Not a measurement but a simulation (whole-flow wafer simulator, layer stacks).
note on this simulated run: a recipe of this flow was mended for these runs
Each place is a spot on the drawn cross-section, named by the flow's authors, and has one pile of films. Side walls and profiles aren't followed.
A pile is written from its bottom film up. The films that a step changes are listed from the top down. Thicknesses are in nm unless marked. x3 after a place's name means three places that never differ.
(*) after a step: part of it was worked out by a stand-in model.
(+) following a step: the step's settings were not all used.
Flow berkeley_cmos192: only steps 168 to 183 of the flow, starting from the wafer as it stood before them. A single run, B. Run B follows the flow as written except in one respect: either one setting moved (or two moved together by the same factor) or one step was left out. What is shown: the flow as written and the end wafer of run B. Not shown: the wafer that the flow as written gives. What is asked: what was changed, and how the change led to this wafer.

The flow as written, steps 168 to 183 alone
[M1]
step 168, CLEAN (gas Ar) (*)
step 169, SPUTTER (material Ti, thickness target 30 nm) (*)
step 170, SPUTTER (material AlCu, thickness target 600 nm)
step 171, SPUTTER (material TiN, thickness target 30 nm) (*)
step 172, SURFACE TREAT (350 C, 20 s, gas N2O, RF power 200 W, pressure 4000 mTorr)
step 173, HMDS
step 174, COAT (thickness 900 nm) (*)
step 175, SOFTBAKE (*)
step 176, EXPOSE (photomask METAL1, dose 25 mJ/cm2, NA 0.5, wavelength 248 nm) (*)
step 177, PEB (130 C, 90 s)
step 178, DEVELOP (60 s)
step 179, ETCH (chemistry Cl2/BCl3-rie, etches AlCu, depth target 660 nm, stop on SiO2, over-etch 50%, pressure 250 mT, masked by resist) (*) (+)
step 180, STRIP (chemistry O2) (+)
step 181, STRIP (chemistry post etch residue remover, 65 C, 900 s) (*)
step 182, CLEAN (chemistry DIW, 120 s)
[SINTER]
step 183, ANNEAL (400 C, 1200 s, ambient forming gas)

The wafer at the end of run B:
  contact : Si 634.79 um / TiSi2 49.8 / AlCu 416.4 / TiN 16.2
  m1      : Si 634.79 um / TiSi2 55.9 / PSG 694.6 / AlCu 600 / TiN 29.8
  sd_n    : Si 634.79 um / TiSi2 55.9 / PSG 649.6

The reason: step 169, SPUTTER: material Ti, thickness target 30 nm (*), was skipped.

How this came from the change, step by step:
  step 179, ETCH (chemistry Cl2/BCl3-rie, etches AlCu, depth target 660 nm, stop on SiO2, over-etch 50%, pressure 250 mT, masked by resist) (*) (+)
      field, sd_n, spacer_n, gate, spacer_p, gate_p: TiN loses 30 (all of it), AlCu loses 600 (all of it), PSG loses 45 (it would be, as written: TiN loses 30 (all of it), AlCu loses 600 (all of it), Ti loses 30 (all of it), PSG loses 41.2)
      sd_p: TiN loses 26.3 (all of it), AlCu loses 558.8 (all of it), PSG loses 50.6 (it would be, as written: TiN loses 26.2 (all of it), AlCu loses 557.4 (all of it), Ti loses 26.8 (all of it), PSG loses 47.4)
